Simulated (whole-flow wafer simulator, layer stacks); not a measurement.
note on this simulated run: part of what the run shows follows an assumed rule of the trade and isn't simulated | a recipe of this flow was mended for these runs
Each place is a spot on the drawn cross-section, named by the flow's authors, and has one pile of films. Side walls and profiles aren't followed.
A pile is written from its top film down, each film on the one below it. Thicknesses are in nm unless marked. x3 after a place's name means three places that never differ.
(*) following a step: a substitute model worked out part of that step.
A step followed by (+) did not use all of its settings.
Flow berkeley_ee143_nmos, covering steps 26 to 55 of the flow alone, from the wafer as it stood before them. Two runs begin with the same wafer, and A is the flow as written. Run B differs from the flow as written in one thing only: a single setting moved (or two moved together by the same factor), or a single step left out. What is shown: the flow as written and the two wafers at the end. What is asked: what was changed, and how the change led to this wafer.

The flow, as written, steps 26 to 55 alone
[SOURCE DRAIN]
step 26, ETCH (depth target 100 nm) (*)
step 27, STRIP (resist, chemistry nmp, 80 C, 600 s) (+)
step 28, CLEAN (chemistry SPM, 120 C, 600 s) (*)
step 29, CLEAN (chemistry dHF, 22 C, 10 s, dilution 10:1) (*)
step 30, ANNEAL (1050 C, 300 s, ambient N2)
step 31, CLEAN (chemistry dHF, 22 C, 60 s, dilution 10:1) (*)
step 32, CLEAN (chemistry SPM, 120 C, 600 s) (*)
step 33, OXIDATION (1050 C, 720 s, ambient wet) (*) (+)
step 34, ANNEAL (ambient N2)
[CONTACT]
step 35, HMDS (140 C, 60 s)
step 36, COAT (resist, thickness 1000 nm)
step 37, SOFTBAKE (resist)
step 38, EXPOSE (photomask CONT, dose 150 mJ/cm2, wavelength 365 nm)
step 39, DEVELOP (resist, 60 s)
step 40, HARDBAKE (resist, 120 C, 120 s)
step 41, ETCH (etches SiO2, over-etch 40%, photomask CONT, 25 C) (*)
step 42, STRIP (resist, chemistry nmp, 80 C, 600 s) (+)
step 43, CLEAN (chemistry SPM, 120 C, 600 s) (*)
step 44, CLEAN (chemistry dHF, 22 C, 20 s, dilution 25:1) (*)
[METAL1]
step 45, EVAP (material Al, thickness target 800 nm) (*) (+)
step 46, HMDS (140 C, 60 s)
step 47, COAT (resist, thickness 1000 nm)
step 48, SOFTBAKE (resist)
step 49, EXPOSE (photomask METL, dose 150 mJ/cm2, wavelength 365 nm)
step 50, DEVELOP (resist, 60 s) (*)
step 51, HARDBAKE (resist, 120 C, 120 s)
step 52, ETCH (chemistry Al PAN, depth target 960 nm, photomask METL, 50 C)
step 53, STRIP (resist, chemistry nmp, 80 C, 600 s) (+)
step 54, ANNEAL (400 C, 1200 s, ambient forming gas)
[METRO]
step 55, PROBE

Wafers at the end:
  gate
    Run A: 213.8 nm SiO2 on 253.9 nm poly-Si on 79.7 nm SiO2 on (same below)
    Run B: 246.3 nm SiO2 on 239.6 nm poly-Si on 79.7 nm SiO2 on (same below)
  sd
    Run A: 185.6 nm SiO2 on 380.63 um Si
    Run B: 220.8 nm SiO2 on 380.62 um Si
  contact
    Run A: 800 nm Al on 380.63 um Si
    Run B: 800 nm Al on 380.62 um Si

The reason: step 33, OXIDATION: 1073 C was run, though the flow has 1050 C.

How this came from the change, step by step:
  step 33, OXIDATION (1050 C, 720 s, ambient wet) (*) (+)
      sd, contact: A SiO2 gains 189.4 (new film), chemical SiO2 loses 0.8 (all of it), Si loses 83 | B SiO2 gains 224.7 (new film), chemical SiO2 loses 0.8 (all of it), Si loses 98.5
      gate: A SiO2 gains 217.6 (new film), chemical SiO2 loses 0.8 (all of it), poly-Si loses 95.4 | B SiO2 gains 250.1 (new film), chemical SiO2 loses 0.8 (all of it), poly-Si loses 109.7
      (also at 1 further place)
  step 41, ETCH (etches SiO2, over-etch 40%, photomask CONT, 25 C) (*)
      contact: A SiO2 loses 189.4 (all of it) | B SiO2 loses 224.7 (all of it)
